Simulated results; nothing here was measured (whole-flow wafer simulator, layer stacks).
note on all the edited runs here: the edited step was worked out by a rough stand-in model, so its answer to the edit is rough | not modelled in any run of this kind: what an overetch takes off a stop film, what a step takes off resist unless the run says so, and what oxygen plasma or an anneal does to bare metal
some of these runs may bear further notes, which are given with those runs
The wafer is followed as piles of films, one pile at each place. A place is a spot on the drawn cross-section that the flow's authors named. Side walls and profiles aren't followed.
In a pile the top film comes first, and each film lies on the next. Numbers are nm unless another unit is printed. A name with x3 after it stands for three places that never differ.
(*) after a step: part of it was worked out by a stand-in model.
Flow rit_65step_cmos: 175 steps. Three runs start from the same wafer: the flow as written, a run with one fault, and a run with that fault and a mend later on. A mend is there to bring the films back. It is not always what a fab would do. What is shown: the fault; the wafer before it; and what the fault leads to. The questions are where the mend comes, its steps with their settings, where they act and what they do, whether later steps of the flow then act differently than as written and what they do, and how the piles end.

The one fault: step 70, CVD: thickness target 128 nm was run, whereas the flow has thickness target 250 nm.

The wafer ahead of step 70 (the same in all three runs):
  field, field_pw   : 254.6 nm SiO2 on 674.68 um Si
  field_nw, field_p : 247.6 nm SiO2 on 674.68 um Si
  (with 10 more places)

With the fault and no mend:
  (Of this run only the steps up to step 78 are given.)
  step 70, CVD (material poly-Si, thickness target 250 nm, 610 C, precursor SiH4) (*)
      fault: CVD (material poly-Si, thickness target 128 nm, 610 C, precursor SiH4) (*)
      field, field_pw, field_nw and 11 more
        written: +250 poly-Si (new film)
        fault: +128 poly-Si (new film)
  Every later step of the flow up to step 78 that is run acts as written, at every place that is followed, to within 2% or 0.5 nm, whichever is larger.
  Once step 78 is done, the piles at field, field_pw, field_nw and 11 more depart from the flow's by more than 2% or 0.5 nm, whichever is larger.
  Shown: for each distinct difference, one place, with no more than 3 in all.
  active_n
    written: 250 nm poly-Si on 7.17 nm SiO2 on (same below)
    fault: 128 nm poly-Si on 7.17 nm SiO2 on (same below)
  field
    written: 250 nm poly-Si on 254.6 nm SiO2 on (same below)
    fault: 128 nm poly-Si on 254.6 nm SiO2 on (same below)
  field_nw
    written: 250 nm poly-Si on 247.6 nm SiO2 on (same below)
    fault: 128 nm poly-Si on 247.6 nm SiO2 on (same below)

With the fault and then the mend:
  The mend stands after step 71.
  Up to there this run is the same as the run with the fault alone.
  step 71a, ETCH (chemistry tmah, depth target 147.2 nm)
      field, field_pw, field_nw and 11 more
        -128 poly-Si (all of it)
  step 71b, CLEAN (chemistry SC2, 75 C, 600 s) (the flow's step 66 again)
      does not change any film at any place that is followed
  step 71c, CVD (material poly-Si, thickness target 250 nm, 610 C, precursor SiH4) (*) (the flow's step 70 again)
      field, field_pw, field_nw and 11 more
        +250 poly-Si (new film)
  Every later step of the flow that is run acts as written at every place that is followed.
  By the end, the piles equal the flow's at every place that both follow.
